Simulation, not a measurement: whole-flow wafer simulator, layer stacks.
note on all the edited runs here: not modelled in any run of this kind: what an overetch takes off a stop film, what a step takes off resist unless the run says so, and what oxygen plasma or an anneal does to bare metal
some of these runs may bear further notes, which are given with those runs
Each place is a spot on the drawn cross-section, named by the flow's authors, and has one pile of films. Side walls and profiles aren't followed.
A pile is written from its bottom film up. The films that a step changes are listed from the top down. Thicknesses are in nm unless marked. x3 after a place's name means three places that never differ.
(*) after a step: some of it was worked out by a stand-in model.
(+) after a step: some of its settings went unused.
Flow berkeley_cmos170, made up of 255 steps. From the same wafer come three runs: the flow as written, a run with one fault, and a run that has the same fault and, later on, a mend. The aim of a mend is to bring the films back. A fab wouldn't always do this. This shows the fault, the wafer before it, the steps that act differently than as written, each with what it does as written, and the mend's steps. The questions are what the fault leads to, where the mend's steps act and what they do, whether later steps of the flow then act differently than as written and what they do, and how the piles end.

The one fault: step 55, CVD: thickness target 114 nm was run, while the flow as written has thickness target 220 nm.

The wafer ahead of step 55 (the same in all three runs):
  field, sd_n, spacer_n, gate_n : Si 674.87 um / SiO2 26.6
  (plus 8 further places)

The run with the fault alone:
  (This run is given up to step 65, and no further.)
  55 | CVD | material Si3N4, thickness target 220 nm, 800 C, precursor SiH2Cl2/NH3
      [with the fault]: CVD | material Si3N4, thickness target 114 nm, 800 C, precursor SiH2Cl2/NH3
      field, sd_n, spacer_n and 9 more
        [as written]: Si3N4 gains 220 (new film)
        [with the fault]: Si3N4 gains 114 (new film)
  Steps later in the flow that act otherwise than as written:
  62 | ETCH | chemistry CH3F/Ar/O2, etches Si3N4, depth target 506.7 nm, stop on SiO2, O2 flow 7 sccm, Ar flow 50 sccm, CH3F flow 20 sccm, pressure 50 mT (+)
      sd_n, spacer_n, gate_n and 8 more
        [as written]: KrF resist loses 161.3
        [with the fault]: KrF resist loses 90.7
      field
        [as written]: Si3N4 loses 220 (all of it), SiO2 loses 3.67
        [with the fault]: Si3N4 loses 114 (all of it), SiO2 loses 3.67
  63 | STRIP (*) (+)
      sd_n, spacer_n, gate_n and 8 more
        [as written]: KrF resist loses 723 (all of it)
        [with the fault]: KrF resist loses 793.7 (all of it)
  The piles after step 65 differ from the flow's at sd_n, spacer_n, gate_n and 8 more by more than 2% or 0.5 nm, whichever is larger.
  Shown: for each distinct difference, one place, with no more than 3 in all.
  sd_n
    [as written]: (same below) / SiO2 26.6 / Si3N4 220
    [with the fault]: (same below) / SiO2 26.6 / Si3N4 114

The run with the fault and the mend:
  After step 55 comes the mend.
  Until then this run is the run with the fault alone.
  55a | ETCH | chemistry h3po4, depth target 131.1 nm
      field, sd_n, spacer_n and 9 more
        Si3N4 loses 114 (all of it)
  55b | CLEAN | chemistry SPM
      leaves every film unchanged at each place that is followed
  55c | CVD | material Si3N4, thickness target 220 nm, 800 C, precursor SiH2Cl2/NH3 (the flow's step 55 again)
      field, sd_n, spacer_n and 9 more
        Si3N4 gains 220 (new film)
  None of the later steps of the flow acts differently than as written at any place that is followed.
  At every place that both follow, the piles at the end match the flow's.
